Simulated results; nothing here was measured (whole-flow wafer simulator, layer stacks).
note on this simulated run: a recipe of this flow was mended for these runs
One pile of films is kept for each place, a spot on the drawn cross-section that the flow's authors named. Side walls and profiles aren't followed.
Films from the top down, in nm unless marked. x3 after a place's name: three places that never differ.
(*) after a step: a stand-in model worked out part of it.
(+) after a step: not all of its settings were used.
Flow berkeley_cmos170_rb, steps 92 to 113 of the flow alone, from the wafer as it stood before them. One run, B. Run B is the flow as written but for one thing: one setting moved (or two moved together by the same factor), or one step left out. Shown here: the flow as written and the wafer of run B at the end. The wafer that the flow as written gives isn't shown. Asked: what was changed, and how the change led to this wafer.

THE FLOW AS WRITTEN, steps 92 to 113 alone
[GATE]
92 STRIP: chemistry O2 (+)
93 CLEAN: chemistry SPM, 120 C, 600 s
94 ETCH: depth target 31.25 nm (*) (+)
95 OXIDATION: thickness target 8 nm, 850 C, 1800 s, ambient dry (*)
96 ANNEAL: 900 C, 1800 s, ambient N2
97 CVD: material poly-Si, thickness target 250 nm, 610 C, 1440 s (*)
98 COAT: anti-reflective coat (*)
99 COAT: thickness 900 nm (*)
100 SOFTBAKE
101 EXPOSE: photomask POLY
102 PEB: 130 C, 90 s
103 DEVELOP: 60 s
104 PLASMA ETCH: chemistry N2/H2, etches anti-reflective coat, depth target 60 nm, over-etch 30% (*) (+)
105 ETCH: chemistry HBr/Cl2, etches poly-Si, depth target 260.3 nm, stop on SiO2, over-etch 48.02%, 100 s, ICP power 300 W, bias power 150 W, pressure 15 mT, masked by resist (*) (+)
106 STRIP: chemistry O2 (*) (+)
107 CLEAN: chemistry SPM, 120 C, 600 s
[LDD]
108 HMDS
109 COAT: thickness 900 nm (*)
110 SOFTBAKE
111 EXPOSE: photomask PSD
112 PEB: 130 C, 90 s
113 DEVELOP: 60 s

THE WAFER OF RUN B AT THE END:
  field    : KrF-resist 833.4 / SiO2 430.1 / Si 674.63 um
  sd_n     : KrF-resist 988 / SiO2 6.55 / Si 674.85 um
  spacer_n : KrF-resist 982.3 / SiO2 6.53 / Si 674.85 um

The cause: step 95, OXIDATION: thickness target 8.96 nm was run, where the flow has thickness target 8 nm; step 95, OXIDATION: 2016 s was run, where the flow has 1800 s.

How the change led to this, step by step:
  95 OXIDATION: thickness target 8 nm, 850 C, 1800 s, ambient dry (*)
      sd_n, spacer_n, gate, sd_p, spacer_p, gate_p, contact, m1: SiO2 +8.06 (new film), Si -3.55 (as written it would be: SiO2 +7.53 (new film), Si -3.31)
